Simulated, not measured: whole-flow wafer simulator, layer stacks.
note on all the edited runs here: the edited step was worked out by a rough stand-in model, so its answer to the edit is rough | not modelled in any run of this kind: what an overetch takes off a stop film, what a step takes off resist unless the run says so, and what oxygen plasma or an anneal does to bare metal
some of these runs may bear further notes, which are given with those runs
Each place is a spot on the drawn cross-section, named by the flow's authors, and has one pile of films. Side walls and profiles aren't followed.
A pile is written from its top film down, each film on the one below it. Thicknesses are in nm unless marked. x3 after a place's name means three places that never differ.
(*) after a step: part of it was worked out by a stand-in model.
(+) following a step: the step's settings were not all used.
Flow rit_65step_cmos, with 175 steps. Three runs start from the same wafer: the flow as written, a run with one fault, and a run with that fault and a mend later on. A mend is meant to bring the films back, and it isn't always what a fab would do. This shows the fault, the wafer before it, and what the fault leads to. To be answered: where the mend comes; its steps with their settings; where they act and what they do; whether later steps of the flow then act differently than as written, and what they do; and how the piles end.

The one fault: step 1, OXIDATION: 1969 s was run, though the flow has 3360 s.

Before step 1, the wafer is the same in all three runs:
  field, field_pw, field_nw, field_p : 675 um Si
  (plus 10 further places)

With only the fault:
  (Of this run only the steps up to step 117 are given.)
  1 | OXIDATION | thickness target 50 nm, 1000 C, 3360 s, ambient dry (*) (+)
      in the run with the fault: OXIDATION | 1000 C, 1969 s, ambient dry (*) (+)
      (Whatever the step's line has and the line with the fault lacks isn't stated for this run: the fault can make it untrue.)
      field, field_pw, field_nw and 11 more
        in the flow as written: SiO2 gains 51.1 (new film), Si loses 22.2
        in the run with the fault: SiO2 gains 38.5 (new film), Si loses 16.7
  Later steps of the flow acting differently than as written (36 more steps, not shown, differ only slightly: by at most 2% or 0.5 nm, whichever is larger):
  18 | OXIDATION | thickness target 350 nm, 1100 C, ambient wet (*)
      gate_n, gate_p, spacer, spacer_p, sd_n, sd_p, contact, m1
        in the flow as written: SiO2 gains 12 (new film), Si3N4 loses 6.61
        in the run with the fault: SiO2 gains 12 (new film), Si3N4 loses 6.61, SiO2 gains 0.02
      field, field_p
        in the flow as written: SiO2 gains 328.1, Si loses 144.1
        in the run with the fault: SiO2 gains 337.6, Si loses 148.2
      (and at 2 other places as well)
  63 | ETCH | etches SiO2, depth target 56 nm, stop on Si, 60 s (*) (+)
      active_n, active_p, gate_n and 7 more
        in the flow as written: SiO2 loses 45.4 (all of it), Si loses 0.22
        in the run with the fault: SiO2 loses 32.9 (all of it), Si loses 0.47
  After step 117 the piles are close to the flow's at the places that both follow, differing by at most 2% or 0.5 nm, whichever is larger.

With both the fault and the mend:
  The mend follows step 2.
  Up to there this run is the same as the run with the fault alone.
  2a | ETCH | depth target 44 nm, 21.5 C, 50 s
      field, field_pw, field_nw and 11 more
        SiO2 loses 38.5 (all of it)
  2b | CLEAN | chemistry SC2, 75 C, 600 s
      field, field_pw, field_nw and 11 more
        chemical SiO2 gains 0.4 (new film), Si loses 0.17
  2c | OXIDATION | 1000 C, 3360 s, ambient dry (*) (the flow's step 1, run once more with other settings)
      field, field_pw, field_nw and 11 more
        SiO2 gains 51 (new film), chemical SiO2 loses 0.4 (all of it), Si loses 22.3
  Later steps of the flow acting differently than as written (18 more steps, not shown, differ only slightly: by at most 2% or 0.5 nm, whichever is larger):
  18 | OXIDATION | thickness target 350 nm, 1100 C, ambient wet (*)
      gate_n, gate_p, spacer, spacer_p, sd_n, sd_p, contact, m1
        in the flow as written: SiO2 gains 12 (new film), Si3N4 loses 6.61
        in the run with the mend: SiO2 gains 12 (new film), Si3N4 loses 6.61, SiO2 gains 0.03
  At the end the piles are close to the flow's at the places that both follow, differing by at most 2% or 0.5 nm, whichever is larger.
